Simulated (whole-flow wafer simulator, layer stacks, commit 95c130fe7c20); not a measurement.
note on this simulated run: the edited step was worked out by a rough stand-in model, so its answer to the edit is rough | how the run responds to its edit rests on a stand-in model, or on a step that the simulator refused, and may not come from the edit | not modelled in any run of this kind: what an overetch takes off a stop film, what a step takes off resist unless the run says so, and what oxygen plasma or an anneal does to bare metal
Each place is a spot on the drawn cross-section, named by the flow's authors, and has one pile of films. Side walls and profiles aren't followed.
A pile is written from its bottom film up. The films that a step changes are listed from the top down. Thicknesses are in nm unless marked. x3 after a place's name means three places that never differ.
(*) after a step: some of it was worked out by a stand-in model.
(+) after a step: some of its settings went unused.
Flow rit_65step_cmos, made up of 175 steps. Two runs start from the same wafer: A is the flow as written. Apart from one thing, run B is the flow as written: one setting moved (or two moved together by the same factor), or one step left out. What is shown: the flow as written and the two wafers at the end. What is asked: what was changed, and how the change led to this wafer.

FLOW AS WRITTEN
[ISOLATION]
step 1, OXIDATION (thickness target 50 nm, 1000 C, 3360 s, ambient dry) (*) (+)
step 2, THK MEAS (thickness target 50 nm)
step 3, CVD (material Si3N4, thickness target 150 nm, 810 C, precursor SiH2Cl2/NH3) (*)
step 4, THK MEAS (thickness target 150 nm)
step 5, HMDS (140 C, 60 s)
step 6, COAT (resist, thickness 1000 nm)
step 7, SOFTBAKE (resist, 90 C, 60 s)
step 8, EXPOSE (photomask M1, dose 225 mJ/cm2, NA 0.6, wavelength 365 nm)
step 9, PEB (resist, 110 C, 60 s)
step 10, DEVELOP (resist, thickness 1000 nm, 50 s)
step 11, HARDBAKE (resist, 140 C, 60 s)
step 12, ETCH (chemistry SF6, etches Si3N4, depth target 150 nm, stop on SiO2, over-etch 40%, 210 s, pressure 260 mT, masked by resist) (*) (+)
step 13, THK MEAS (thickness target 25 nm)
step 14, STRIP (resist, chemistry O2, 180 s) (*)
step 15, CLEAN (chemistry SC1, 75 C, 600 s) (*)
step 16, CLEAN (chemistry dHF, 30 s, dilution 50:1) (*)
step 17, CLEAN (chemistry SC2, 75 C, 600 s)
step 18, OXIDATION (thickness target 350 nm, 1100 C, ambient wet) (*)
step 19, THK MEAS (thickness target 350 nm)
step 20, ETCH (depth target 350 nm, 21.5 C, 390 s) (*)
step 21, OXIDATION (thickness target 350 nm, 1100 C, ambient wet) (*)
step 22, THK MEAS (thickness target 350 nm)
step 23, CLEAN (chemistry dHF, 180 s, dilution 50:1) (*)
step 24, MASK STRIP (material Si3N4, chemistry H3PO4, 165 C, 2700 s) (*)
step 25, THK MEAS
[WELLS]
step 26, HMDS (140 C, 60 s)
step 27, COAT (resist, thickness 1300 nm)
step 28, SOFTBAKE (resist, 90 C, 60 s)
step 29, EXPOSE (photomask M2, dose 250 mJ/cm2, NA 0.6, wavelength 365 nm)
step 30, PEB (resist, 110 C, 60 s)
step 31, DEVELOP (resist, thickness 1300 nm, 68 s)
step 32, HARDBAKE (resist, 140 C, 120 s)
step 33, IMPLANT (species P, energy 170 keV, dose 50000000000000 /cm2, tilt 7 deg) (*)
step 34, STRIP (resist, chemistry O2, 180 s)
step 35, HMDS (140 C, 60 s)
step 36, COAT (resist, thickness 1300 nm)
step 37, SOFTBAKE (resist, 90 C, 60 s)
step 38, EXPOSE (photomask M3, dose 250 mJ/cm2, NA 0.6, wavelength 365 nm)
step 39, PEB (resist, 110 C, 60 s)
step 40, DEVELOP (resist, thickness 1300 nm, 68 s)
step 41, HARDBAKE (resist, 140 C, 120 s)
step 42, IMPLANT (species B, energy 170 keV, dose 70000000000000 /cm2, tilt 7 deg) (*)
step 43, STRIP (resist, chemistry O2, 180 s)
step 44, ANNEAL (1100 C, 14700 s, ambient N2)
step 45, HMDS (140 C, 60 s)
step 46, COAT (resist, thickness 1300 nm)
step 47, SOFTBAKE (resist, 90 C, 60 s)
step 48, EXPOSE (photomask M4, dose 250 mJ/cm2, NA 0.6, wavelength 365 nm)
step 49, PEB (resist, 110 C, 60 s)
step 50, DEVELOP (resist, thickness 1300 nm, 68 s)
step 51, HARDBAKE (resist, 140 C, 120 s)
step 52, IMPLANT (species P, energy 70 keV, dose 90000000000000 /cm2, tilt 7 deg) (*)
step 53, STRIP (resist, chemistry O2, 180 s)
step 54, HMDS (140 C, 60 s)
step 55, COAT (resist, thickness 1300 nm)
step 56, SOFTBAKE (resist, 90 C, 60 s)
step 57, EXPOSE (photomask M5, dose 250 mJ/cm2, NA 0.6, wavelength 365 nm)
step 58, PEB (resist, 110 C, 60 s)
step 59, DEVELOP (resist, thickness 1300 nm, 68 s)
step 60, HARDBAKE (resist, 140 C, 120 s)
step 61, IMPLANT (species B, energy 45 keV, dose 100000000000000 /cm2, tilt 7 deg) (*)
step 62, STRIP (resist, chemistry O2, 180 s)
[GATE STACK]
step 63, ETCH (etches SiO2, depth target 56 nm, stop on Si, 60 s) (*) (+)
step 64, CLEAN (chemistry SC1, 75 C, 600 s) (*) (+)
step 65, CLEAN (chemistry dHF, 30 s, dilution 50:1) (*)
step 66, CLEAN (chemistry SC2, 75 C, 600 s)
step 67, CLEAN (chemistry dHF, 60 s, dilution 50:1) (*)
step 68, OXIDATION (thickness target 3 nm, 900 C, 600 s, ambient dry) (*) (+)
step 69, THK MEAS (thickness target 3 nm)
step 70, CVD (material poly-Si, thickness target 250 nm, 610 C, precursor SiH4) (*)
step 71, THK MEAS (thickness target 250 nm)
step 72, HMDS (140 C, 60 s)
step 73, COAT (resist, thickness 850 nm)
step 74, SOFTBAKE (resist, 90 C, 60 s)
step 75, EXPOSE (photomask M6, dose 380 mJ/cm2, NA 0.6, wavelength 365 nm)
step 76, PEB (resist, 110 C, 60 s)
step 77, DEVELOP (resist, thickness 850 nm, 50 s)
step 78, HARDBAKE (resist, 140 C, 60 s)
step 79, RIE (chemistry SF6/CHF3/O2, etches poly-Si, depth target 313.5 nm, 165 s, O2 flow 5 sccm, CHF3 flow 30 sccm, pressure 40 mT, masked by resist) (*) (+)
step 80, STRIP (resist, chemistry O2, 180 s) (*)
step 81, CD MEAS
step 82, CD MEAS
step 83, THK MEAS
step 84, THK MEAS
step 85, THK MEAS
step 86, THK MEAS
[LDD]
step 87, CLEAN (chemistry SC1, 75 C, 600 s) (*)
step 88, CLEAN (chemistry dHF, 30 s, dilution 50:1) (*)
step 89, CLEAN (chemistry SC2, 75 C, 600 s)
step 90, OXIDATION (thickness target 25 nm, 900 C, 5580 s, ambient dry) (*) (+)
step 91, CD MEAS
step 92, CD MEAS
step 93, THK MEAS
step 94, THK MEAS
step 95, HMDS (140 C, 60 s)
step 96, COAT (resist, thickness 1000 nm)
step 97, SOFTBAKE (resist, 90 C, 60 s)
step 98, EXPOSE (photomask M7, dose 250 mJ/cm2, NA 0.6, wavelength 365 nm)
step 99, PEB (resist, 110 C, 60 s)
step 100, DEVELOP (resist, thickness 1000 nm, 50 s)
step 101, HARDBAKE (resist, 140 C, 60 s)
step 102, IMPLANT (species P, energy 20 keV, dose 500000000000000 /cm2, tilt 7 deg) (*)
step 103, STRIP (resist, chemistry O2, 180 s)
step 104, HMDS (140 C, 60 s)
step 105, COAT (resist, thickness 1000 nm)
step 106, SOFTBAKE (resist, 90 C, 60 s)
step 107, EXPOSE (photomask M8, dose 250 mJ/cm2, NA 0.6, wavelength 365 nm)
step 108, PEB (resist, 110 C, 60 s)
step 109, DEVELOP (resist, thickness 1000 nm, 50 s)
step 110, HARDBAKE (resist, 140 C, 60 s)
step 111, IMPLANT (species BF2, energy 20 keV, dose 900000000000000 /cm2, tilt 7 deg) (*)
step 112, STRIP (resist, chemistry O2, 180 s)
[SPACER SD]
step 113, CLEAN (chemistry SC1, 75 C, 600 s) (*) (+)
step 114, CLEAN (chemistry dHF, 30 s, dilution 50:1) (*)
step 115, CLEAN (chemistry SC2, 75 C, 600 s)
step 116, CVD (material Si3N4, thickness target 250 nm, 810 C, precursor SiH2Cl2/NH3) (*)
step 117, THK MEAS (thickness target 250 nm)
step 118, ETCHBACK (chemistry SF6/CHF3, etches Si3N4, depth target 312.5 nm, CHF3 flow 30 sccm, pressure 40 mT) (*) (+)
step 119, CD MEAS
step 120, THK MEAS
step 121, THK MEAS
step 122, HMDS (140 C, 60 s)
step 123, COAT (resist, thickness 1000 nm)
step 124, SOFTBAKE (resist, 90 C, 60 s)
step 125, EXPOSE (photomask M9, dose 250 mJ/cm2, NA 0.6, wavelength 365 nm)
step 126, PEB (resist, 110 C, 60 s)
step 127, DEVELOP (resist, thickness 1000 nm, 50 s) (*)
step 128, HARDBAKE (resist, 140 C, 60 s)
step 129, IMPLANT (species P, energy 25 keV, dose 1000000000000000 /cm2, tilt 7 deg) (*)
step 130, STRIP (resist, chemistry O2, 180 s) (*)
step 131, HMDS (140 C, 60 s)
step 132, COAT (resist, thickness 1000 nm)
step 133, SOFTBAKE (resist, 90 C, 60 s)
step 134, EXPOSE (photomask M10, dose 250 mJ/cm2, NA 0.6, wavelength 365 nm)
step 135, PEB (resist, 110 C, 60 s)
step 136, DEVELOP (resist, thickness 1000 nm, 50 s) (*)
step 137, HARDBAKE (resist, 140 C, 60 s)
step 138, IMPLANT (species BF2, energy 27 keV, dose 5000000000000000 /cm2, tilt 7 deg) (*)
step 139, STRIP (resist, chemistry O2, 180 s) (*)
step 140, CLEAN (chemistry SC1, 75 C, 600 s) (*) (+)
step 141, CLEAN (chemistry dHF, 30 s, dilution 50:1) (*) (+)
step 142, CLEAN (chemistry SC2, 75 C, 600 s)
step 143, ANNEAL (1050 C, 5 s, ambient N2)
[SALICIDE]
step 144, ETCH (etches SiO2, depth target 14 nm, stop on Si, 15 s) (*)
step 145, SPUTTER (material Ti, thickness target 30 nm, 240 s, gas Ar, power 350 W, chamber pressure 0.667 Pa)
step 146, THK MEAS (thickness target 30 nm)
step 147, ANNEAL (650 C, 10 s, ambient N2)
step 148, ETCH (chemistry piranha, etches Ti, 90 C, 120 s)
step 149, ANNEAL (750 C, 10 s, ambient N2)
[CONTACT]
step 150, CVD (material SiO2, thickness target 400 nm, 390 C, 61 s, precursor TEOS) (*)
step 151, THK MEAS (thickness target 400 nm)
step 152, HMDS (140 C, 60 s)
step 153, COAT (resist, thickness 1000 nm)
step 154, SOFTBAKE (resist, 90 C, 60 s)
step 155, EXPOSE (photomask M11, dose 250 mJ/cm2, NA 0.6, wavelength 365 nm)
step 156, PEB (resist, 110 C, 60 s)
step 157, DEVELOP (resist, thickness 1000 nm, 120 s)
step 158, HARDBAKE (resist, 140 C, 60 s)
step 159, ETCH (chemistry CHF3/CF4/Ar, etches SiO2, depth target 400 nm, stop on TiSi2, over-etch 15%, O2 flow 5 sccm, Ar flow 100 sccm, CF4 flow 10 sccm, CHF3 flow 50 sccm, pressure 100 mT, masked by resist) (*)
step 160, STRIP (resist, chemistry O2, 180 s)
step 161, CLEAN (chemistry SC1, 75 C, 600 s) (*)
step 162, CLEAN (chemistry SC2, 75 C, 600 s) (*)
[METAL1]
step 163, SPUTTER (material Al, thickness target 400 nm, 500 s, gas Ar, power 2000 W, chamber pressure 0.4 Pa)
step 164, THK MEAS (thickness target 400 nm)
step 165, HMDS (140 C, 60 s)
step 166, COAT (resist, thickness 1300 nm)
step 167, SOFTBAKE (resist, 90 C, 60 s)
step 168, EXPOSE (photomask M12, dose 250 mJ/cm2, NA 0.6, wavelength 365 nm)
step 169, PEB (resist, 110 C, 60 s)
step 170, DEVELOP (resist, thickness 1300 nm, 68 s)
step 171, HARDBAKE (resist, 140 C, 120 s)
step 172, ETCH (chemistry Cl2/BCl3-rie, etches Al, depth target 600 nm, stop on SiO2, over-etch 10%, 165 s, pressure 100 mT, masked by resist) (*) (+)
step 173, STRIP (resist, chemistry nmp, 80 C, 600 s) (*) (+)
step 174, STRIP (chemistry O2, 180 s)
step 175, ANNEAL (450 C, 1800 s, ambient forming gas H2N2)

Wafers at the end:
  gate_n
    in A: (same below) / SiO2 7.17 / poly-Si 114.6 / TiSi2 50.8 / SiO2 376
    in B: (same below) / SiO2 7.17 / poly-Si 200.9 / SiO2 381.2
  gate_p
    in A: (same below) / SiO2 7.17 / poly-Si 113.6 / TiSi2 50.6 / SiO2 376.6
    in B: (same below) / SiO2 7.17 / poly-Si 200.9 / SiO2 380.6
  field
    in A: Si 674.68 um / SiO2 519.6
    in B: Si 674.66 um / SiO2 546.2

What caused this: step 90, OXIDATION: 1035 C was run, whereas the flow has 900 C.

How this came from the change, step by step:
  step 90, OXIDATION (thickness target 25 nm, 900 C, 5580 s, ambient dry) (*) (+)
      active_n, active_p, spacer, spacer_p, sd_n, sd_p, contact, m1: A +26.5 SiO2 (new film), -0.4 chemical SiO2 (all of it), -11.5 Si | B +92 SiO2 (new film), -0.4 chemical SiO2 (all of it), -40.3 Si
      field, field_pw: A +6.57 SiO2, -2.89 Si | B +33.2 SiO2, -14.6 Si
      (and at 4 other places as well)
  step 101, HARDBAKE (resist, 140 C, 60 s)
      field_p: A -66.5 resist | B -67.9 resist
  step 110, HARDBAKE (resist, 140 C, 60 s)
      field: A -66.1 resist | B -67.5 resist
  step 118, ETCHBACK (chemistry SF6/CHF3, etches Si3N4, depth target 312.5 nm, CHF3 flow 30 sccm, pressure 40 mT) (*) (+)
      gate_n: A -250 Si3N4 (all of it), -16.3 SiO2 (all of it), -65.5 poly-Si | B -250 Si3N4 (all of it), -48.1 SiO2
      gate_p: A -250 Si3N4 (all of it), -15.7 SiO2 (all of it), -66.7 poly-Si | B -250 Si3N4 (all of it), -48.1 SiO2
      (and at 2 other places as well)
  step 123, COAT (resist, thickness 1000 nm)
      gate_n: A +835 resist (new film) | B +772.2 resist (new film)
      gate_p: A +836.1 resist (new film) | B +772.5 resist (new film)
      (and at 2 other places as well)
  step 126, PEB (resist, 110 C, 60 s)
      gate_n, gate_p: A -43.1 resist | B -39.7 resist
      spacer: A -41.9 resist | B -40.4 resist
      (and at 1 other place as well)
  step 127, DEVELOP (resist, thickness 1000 nm, 50 s) (*)
      gate_n: A -791.9 resist (all of it) | B -732.5 resist (all of it)
      spacer: A -772.3 resist (all of it) | B -744.4 resist (all of it)
  step 128, HARDBAKE (resist, 140 C, 60 s)
      gate_p: A -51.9 resist | B -47.4 resist
      spacer_p: A -50.4 resist | B -48.3 resist
  step 130, STRIP (resist, chemistry O2, 180 s) (*)
      gate_n: A +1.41 chemical SiO2 (new film), -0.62 poly-Si | B nothing
      gate_p: A +1.31 chemical SiO2 (new film), -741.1 resist (all of it), -0.58 poly-Si | B -685.4 resist (all of it)
      (and at 1 other place as well)
  step 132, COAT (resist, thickness 1000 nm)
      gate_n: A +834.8 resist (new film) | B +772.2 resist (new film)
      gate_p: A +835.9 resist (new film) | B +772.5 resist (new film)
      (and at 2 other places as well)
  step 135, PEB (resist, 110 C, 60 s)
      gate_n, gate_p: A -43.1 resist | B -39.7 resist
      spacer, spacer_p: A -42 resist | B -40.4 resist
  step 136, DEVELOP (resist, thickness 1000 nm, 50 s) (*)
      gate_p: A -792.8 resist (all of it) | B -732.8 resist (all of it)
      spacer_p: A -773.3 resist (all of it) | B -744.7 resist (all of it)
  step 137, HARDBAKE (resist, 140 C, 60 s)
      gate_n: A -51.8 resist | B -47.3 resist
      spacer: A -50.4 resist | B -48.2 resist
  step 139, STRIP (resist, chemistry O2, 180 s) (*)
      gate_n: A -740 resist (all of it), +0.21 chemical SiO2, -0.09 poly-Si | B -685.2 resist (all of it)
      spacer: A -722.5 resist (all of it) | B -696.2 resist (all of it)
  step 140, CLEAN (chemistry SC1, 75 C, 600 s) (*) (+)
      gate_n, gate_p: A -1.02 chemical SiO2, -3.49 poly-Si | B -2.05 SiO2
  step 141, CLEAN (chemistry dHF, 30 s, dilution 50:1) (*) (+)
      gate_n, gate_p: A -0.6 chemical SiO2 (all of it) | B -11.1 SiO2
  ... another 12 steps ...
  step 170, DEVELOP (resist, thickness 1300 nm, 68 s)
      field: A -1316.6 resist (all of it) | B -1289 resist (all of it)
      field_p: A -1324.1 resist (all of it) | B -1296.1 resist (all of it)
      (and at 4 other places as well)
